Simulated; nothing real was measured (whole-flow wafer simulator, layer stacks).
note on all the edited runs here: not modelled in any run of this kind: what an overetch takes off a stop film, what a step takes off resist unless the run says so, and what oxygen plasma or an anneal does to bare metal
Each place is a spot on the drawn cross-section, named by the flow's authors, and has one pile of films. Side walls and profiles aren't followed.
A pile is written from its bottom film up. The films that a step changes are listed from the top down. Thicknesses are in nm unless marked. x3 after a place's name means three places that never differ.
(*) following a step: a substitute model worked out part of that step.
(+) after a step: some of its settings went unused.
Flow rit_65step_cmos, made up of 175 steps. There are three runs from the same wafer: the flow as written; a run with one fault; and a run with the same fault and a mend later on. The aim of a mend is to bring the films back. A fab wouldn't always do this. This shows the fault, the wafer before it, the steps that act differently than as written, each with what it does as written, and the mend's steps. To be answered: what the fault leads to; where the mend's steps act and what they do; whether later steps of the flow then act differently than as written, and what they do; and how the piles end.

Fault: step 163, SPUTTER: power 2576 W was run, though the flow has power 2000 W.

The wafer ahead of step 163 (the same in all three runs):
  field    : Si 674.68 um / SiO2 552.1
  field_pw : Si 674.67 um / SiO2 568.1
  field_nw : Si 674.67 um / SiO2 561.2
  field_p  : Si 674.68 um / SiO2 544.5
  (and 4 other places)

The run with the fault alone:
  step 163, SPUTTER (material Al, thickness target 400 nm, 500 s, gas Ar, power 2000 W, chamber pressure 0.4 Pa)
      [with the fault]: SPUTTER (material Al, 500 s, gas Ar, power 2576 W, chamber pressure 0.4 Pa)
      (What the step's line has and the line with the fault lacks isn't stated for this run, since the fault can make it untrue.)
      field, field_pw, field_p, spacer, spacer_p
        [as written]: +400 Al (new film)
        [with the fault]: +515.2 Al (new film)
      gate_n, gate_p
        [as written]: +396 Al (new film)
        [with the fault]: +499.5 Al (new film)
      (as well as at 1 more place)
  Steps further on in the flow that do not act as written (4 more steps, not shown, differ only slightly: by at most 2% or 0.5 nm, whichever is larger):
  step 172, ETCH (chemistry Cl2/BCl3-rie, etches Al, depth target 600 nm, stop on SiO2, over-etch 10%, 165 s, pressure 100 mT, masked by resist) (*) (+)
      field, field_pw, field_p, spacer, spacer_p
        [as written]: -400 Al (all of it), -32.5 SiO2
        [with the fault]: -515.2 Al (all of it), -18.1 SiO2
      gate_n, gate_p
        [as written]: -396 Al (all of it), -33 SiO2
        [with the fault]: -499.5 Al (all of it), -20.1 SiO2
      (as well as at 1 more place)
  By the end, the piles at field, field_pw, field_nw, field_p, gate_n, gate_p, spacer, spacer_p depart from the flow's by more than 2% or 0.5 nm, whichever is larger.
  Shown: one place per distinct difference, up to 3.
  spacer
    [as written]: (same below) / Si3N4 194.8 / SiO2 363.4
    [with the fault]: (same below) / Si3N4 194.8 / SiO2 377.8
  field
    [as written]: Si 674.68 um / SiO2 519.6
    [with the fault]: Si 674.68 um / SiO2 534
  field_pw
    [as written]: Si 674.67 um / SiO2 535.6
    [with the fault]: Si 674.67 um / SiO2 550

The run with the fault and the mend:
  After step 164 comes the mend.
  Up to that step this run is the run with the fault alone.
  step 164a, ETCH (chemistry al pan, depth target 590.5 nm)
      field, field_pw, field_nw, field_p, spacer, spacer_p
        -515.2 Al (all of it)
      gate_n, gate_p
        -499.5 Al (all of it)
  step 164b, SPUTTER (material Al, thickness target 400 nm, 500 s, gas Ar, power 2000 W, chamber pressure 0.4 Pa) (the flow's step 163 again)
      field, field_pw, field_p, spacer, spacer_p
        +400 Al (new film)
      gate_n, gate_p
        +396 Al (new film)
      field_nw
        +397.2 Al (new film)
  Later steps of the flow that are run all act as written at every place that is followed.
  The piles end the same as the flow's at every place that both follow.
